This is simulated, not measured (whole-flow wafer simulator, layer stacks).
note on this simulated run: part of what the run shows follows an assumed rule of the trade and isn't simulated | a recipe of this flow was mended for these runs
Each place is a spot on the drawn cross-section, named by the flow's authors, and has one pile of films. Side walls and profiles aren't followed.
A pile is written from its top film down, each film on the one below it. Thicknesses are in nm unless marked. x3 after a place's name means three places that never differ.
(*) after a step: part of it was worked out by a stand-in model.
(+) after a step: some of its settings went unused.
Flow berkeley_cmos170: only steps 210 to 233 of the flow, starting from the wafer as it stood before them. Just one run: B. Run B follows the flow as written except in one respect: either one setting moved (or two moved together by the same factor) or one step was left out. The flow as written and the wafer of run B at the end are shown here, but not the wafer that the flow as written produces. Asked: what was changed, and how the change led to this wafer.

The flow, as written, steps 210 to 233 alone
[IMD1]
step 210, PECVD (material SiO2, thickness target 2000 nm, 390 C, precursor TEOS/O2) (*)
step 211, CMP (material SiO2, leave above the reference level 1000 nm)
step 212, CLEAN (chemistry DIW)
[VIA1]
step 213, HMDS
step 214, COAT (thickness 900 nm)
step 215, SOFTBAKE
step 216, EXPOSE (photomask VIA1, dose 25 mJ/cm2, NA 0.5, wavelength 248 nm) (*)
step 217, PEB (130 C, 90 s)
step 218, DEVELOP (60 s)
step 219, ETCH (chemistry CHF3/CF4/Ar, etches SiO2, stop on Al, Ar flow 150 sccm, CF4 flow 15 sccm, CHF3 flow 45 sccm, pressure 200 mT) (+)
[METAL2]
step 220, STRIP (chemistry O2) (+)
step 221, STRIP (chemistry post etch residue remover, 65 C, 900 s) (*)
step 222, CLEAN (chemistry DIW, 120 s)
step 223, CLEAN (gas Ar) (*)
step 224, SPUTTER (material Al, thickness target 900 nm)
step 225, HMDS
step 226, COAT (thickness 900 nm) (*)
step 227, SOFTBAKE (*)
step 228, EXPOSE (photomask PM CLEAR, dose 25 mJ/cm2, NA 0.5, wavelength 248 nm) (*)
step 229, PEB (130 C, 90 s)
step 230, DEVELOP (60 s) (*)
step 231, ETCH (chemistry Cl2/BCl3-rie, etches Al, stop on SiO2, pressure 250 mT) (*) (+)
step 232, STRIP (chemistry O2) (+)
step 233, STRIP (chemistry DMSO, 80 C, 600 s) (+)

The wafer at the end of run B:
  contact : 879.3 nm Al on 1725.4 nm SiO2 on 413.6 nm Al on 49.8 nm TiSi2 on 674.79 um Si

The reason: step 210, PECVD: thickness target 1775 nm was run, though the flow has thickness target 2000 nm.

The path from the change to this, step by step:
  step 210, PECVD (material SiO2, thickness target 2000 nm, 390 C, precursor TEOS/O2) (*)
      field, mark, sd_n and 8 more: SiO2 gains 1775 (new film) (it would be, as written: SiO2 gains 2000 (new film))
      sd_p: SiO2 gains 1754.1 (new film) (it would be, as written: SiO2 gains 1975.9 (new film))
      (as well as at 1 more place)
  step 211, CMP (material SiO2, leave above the reference level 1000 nm)
      contact: nothing (it would be, as written: SiO2 loses 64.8)
      m1, via1, m2, via2: SiO2 loses 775 (it would be, as written: SiO2 loses 1000)
      (as well as at 8 more places)
  step 214, COAT (thickness 900 nm)
      contact: KrF-resist gains 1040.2 (new film) (it would be, as written: KrF-resist gains 900 (new film))
  step 220, STRIP (chemistry O2) (+)
      contact: KrF-resist loses 747.5 (all of it) (it would be, as written: KrF-resist loses 607.6 (all of it))
  step 224, SPUTTER (material Al, thickness target 900 nm)
      contact: Al gains 879.3 (new film) (it would be, as written: Al gains 900 (new film))
  step 226, COAT (thickness 900 nm) (*)
      contact: KrF-resist gains 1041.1 (new film) (it would be, as written: KrF-resist gains 889.8 (new film))
  step 232, STRIP (chemistry O2) (+)
      sd_n: KrF-resist loses 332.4 (all of it) (it would be, as written: KrF-resist loses 347 (all of it))
      contact: KrF-resist loses 490.5 (all of it) (it would be, as written: KrF-resist loses 339.5 (all of it))
